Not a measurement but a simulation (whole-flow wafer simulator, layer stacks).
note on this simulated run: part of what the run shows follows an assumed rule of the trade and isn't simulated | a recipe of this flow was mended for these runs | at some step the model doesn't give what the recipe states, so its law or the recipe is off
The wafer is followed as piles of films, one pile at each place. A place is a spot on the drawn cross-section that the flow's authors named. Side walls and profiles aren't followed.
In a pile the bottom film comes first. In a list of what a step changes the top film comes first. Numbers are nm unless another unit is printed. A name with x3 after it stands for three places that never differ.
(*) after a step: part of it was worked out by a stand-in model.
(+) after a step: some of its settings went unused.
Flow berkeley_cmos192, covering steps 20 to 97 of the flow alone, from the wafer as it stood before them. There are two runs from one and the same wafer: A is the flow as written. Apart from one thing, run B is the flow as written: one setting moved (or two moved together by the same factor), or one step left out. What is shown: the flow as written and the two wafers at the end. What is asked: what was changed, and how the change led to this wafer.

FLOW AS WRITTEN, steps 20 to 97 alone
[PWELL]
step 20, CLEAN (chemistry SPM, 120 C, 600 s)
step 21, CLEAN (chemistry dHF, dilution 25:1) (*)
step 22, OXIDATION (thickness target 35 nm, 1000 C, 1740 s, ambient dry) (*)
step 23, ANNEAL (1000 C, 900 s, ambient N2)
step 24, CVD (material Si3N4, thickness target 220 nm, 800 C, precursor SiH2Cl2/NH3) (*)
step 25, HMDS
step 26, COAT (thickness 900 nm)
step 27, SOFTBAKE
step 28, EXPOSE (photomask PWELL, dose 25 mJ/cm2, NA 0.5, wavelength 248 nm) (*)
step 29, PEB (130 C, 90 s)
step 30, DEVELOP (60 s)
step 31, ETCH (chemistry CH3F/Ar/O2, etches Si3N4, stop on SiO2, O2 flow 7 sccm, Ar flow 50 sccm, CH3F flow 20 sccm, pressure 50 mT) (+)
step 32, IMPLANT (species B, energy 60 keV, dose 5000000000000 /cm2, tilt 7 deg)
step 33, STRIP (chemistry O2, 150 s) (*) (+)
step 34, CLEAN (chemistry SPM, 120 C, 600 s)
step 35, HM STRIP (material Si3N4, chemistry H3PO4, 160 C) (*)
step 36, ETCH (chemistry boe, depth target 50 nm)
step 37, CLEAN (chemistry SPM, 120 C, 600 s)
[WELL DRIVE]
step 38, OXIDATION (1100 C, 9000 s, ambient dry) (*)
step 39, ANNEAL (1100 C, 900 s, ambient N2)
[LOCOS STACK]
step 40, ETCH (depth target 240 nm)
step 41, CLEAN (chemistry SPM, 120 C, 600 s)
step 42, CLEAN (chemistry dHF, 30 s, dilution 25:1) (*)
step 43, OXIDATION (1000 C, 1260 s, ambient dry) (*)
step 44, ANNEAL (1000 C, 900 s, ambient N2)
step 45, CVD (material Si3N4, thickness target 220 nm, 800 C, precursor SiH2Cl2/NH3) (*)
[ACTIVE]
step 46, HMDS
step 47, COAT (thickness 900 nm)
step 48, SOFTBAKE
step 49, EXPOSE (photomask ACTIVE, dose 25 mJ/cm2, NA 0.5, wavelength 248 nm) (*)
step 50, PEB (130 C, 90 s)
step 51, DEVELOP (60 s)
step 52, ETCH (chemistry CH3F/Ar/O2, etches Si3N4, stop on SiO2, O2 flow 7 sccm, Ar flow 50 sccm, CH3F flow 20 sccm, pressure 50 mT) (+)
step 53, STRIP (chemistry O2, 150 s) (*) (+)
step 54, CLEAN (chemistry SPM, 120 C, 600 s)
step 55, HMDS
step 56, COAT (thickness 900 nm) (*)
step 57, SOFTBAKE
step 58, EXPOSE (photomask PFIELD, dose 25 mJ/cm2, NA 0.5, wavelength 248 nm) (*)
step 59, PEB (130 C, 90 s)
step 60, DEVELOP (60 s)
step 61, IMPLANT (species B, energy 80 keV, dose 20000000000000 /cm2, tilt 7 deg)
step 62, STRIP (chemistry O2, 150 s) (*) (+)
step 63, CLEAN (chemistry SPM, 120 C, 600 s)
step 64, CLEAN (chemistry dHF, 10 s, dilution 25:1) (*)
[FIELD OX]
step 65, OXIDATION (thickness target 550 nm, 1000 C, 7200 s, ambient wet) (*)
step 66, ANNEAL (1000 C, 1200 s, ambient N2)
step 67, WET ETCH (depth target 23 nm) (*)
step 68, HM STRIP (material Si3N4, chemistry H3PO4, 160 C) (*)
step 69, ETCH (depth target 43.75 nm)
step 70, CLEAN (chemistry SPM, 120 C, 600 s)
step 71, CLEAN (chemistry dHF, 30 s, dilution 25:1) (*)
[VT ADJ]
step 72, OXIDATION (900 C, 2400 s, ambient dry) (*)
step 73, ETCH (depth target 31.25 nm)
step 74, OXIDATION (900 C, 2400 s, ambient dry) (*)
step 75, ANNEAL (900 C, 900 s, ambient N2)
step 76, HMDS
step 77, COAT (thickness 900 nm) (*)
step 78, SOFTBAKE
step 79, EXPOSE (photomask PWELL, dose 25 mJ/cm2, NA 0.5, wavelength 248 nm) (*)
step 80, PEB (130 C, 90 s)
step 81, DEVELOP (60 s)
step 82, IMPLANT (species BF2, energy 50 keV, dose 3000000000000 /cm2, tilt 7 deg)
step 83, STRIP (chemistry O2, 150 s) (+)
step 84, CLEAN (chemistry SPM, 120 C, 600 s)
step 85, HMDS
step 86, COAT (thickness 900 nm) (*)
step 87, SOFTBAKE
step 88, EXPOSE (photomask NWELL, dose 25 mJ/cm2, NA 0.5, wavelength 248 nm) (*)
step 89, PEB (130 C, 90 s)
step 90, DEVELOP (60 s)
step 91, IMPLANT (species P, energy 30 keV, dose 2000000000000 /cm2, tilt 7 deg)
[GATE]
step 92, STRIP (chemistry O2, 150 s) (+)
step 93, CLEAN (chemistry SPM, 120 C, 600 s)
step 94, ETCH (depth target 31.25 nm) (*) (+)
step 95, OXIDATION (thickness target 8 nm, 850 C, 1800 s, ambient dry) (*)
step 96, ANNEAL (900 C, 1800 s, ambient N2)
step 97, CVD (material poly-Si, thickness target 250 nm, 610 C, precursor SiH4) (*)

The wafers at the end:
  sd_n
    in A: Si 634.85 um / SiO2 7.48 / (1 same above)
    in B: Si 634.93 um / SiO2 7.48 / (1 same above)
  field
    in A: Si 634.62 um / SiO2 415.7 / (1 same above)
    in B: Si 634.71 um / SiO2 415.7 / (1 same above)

Cause: step 38, OXIDATION: 1100 C, 9000 s, ambient dry (*), was skipped.

Step by step, how the change led to this:
  step 40, ETCH (depth target 240 nm)
      field, sd_n, spacer_n and 6 more: A -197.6 SiO2 (all of it) | B -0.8 chemical SiO2 (all of it)
